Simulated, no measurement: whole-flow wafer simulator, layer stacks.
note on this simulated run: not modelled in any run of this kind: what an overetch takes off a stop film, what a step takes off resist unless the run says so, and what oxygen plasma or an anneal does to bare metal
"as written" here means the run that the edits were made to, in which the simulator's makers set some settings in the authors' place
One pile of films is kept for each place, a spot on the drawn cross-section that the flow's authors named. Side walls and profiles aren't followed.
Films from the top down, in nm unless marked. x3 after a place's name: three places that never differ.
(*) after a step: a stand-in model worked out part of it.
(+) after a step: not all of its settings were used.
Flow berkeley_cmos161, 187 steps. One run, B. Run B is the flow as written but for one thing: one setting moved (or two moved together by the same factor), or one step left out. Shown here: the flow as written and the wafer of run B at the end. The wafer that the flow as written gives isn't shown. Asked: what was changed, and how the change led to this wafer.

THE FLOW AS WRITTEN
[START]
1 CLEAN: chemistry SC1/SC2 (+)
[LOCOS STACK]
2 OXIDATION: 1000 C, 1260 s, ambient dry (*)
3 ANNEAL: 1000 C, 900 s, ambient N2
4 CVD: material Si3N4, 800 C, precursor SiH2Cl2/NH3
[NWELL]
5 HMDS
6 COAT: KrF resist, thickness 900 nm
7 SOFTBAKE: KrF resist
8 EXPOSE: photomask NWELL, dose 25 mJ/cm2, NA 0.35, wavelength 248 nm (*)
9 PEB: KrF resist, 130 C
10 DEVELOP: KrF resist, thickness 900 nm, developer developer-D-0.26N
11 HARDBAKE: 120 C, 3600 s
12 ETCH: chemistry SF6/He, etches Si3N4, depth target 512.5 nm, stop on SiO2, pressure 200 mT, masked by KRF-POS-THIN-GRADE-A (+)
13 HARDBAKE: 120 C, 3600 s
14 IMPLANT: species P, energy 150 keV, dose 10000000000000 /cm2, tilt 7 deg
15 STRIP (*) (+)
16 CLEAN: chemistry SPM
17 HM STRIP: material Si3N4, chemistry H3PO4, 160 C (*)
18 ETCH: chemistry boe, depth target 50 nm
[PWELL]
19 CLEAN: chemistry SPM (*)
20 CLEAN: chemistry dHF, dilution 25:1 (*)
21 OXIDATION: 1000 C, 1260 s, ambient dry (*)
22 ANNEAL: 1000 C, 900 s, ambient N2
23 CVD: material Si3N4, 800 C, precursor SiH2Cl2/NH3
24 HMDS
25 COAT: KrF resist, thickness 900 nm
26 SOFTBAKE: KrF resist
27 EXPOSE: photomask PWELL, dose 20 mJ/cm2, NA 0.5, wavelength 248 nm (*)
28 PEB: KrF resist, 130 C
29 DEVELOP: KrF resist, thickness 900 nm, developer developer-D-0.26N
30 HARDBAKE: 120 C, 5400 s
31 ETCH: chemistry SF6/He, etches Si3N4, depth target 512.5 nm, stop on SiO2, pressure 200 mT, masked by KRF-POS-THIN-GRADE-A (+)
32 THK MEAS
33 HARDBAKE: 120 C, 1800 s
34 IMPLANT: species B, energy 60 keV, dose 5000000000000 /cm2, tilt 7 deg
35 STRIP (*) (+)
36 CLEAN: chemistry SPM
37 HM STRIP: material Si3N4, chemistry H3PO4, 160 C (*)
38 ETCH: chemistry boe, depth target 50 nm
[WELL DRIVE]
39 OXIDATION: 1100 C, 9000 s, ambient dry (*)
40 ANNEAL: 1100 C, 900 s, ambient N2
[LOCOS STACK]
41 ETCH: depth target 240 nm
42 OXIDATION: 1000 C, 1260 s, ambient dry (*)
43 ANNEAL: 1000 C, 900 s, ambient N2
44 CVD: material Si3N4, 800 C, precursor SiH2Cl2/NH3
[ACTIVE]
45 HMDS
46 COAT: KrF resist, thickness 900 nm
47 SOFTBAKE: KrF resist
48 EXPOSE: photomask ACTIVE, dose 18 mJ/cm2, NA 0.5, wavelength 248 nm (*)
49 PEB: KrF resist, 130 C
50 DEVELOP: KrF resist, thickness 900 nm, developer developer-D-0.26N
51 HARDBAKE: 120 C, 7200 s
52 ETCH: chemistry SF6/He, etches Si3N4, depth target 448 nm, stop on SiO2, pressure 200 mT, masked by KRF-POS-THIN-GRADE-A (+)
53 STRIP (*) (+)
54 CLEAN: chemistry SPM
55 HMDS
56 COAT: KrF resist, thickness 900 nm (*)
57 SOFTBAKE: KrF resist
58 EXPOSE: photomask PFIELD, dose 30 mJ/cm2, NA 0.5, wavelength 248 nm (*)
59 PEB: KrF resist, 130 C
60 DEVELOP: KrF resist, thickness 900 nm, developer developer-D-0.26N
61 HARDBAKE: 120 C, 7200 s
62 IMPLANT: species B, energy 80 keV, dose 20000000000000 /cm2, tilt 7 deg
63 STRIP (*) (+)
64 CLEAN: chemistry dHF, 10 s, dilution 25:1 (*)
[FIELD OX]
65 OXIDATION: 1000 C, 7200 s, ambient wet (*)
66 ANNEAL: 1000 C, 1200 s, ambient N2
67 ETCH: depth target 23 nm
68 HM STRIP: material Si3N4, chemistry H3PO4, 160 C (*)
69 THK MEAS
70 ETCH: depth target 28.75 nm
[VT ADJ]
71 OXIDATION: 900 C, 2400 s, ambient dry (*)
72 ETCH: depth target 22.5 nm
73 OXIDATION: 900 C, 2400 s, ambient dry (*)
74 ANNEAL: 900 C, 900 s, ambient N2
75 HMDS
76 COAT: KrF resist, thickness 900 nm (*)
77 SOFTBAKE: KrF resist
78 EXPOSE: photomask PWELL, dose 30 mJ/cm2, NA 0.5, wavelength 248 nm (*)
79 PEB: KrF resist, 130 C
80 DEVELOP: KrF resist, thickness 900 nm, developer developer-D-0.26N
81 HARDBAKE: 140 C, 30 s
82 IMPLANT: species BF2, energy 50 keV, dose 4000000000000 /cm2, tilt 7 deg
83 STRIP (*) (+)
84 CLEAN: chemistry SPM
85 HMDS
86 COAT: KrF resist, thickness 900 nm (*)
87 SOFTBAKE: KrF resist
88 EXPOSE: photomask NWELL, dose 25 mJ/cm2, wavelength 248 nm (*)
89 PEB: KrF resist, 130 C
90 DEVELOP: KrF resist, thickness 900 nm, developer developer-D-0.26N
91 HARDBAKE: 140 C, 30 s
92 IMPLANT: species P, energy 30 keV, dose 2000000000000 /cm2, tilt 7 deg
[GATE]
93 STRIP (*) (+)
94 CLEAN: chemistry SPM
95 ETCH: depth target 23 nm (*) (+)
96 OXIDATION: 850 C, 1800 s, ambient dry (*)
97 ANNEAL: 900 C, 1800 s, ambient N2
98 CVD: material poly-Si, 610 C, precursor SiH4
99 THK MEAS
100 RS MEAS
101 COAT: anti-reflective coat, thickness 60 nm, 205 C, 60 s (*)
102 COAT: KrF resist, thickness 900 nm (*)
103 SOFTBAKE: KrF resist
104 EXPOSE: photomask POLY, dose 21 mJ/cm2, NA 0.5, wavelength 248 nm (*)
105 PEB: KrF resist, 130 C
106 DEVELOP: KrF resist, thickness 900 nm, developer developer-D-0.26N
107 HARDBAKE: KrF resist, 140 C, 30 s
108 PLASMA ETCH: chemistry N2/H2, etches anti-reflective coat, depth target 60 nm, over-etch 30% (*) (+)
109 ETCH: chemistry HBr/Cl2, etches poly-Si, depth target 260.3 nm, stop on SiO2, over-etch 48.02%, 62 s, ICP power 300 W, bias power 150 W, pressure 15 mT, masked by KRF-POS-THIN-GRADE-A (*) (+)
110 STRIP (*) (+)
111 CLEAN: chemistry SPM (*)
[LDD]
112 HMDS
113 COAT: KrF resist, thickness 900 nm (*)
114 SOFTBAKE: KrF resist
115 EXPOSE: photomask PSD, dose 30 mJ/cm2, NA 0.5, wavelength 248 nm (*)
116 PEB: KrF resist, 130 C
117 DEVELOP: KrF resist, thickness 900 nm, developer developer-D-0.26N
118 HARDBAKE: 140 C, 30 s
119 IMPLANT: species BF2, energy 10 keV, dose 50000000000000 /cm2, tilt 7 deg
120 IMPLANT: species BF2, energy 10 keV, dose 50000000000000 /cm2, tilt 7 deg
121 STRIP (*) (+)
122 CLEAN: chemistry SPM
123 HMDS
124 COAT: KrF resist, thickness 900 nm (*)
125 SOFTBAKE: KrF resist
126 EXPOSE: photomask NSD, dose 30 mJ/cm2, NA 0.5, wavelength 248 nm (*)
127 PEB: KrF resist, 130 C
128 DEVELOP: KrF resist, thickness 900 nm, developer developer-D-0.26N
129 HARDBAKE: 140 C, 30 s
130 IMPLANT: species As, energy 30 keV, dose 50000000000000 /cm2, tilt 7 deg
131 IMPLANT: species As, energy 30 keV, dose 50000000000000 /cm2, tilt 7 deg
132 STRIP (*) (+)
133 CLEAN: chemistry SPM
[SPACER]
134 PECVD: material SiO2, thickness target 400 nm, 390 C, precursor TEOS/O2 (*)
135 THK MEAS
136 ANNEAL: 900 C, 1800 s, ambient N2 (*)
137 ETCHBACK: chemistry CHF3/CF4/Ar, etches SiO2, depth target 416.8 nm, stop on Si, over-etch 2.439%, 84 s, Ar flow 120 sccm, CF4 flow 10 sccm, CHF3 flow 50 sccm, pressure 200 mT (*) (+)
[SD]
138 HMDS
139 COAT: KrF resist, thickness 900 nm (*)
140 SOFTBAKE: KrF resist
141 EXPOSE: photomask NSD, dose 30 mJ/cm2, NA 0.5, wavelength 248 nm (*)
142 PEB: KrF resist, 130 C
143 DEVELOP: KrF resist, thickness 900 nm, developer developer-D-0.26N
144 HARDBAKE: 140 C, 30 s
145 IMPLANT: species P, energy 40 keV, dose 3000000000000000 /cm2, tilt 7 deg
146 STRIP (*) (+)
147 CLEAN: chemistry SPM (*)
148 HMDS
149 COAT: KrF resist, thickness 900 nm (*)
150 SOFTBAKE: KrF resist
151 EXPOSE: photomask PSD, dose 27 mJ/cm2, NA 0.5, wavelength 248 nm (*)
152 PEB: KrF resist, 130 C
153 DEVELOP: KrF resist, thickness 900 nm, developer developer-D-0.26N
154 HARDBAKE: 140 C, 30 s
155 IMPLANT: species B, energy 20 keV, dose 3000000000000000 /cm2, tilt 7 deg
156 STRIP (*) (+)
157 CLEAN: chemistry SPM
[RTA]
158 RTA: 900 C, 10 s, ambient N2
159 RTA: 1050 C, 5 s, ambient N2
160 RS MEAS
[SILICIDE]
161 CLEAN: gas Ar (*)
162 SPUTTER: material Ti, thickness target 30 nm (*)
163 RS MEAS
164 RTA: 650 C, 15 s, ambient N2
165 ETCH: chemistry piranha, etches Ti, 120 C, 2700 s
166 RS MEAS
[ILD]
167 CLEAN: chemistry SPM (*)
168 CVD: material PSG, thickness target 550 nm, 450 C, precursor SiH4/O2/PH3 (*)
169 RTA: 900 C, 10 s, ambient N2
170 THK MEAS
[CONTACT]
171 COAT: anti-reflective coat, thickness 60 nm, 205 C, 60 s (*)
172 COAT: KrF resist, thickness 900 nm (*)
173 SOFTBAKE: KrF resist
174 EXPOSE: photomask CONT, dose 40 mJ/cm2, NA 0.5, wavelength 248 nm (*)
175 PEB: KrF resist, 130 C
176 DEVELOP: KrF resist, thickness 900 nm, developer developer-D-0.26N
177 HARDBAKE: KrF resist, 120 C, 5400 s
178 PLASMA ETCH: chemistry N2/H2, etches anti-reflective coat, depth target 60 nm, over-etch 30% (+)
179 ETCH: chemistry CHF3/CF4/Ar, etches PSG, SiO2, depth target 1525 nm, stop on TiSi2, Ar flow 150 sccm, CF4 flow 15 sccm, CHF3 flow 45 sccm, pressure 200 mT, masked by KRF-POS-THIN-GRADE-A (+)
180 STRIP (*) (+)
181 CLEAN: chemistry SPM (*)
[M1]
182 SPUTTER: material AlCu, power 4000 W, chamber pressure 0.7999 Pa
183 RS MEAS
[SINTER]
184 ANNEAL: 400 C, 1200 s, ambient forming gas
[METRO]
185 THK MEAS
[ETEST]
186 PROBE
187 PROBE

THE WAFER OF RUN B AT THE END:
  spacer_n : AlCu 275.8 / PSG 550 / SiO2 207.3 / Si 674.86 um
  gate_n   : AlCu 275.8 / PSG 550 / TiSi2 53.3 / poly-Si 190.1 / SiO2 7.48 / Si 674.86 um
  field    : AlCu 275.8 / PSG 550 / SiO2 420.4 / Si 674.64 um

The cause: step 72, ETCH: depth target 10.49 nm was run, where the flow has depth target 22.5 nm.

How the change led to this, step by step:
  72 ETCH: depth target 22.5 nm
      sd_n, spacer_n, gate_n, sd_p, spacer_p, gate_p, contact, m1: SiO2 -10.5 (as written it would be: SiO2 -14.9 (all of it))
      field: SiO2 -10.5 (as written it would be: SiO2 -22.5)
  73 OXIDATION: 900 C, 2400 s, ambient dry (*)
      sd_n, spacer_n, gate_n, sd_p, spacer_p, gate_p, contact, m1: SiO2 +11.6, Si -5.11 (as written it would be: SiO2 +14.9 (new film), Si -6.57)
  95 ETCH: depth target 23 nm (*) (+)
      sd_n, spacer_n, gate_n, sd_p, spacer_p, gate_p, contact, m1: SiO2 -16.1 (all of it) (as written it would be: SiO2 -14.9 (all of it))
  101 COAT: anti-reflective coat, thickness 60 nm, 205 C, 60 s (*)
      sd_n: anti-reflective coat +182 (new film) (as written it would be: anti-reflective coat +173.5 (new film))
      spacer_n: anti-reflective coat +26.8 (new film) (as written it would be: anti-reflective coat +28.7 (new film))
      (and at 4 more places)
  108 PLASMA ETCH: chemistry N2/H2, etches anti-reflective coat, depth target 60 nm, over-etch 30% (*) (+)
      sd_n: anti-reflective coat -182 (all of it), poly-Si -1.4 (as written it would be: anti-reflective coat -173.5 (all of it), poly-Si -1.33)
      spacer_n: anti-reflective coat -26.8 (all of it), poly-Si -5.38 (as written it would be: anti-reflective coat -28.7 (all of it), poly-Si -5.05)
      (and at 2 more places)
  110 STRIP (*) (+)
      gate_n: chemical SiO2 +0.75 (new film), KrF resist -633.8 (all of it), anti-reflective coat -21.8 (all of it), poly-Si -0.33 (as written it would be: chemical SiO2 +0.75 (new film), KrF resist -626.8 (all of it), anti-reflective coat -23.7 (all of it), poly-Si -0.33)
      gate_p: chemical SiO2 +0.75 (new film), KrF resist -602.3 (all of it), anti-reflective coat -26.9 (all of it), poly-Si -0.33 (as written it would be: chemical SiO2 +0.75 (new film), KrF resist -598.2 (all of it), anti-reflective coat -27.9 (all of it), poly-Si -0.33)
  171 COAT: anti-reflective coat, thickness 60 nm, 205 C, 60 s (*)
      sd_n: anti-reflective coat +158.4 (new film) (as written it would be: anti-reflective coat +149.7 (new film))
      m1: anti-reflective coat +100.6 (new film) (as written it would be: anti-reflective coat +97.8 (new film))
  180 STRIP (*) (+)
      sd_n: KrF resist -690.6 (all of it), anti-reflective coat -158.4 (all of it) (as written it would be: KrF resist -692.5 (all of it), anti-reflective coat -149.7 (all of it))
      m1: KrF resist -743.6 (all of it), anti-reflective coat -100.6 (all of it) (as written it would be: KrF resist -739.9 (all of it), anti-reflective coat -97.8 (all of it))
